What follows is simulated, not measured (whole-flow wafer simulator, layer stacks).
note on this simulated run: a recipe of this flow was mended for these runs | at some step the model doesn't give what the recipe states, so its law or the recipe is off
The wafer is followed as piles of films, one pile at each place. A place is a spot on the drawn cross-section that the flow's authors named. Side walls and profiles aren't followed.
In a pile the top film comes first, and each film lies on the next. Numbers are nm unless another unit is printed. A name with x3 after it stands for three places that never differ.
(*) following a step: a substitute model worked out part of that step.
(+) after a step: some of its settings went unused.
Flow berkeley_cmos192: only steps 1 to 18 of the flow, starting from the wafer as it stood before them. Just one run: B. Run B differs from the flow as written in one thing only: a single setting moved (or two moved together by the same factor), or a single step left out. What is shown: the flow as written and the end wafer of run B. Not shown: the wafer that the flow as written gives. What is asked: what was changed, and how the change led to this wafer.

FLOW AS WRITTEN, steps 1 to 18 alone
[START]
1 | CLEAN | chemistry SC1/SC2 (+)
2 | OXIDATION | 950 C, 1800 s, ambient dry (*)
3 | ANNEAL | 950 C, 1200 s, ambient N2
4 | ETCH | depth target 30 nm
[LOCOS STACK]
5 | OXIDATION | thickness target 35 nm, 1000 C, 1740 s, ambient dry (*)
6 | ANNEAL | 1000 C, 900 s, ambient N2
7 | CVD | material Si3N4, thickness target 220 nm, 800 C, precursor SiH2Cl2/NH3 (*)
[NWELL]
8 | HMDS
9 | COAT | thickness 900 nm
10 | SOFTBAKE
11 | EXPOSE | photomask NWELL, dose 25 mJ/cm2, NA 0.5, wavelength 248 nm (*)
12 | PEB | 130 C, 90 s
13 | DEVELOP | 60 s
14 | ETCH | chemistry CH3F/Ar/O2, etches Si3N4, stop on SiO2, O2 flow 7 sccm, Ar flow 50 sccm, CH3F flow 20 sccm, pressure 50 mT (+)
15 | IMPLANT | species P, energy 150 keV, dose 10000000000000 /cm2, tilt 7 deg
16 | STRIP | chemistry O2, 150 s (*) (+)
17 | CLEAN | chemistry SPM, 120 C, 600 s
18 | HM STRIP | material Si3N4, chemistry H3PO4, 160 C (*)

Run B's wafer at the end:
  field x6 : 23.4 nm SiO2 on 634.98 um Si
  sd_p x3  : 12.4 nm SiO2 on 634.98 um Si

The reason: step 4, ETCH: depth target 6 nm was run, while the flow as written has depth target 30 nm.

Step by step, how the change led to this:
  4 | ETCH | depth target 30 nm
      field x6, sd_p x3: SiO2 loses 6 (in the flow as written it would be: SiO2 loses 20.7 (all of it))
  5 | OXIDATION | thickness target 35 nm, 1000 C, 1740 s, ambient dry (*)
      field x6, sd_p x3: SiO2 gains 21.6, Si loses 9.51 (in the flow as written it would be: SiO2 gains 31.6 (new film), Si loses 13.9)
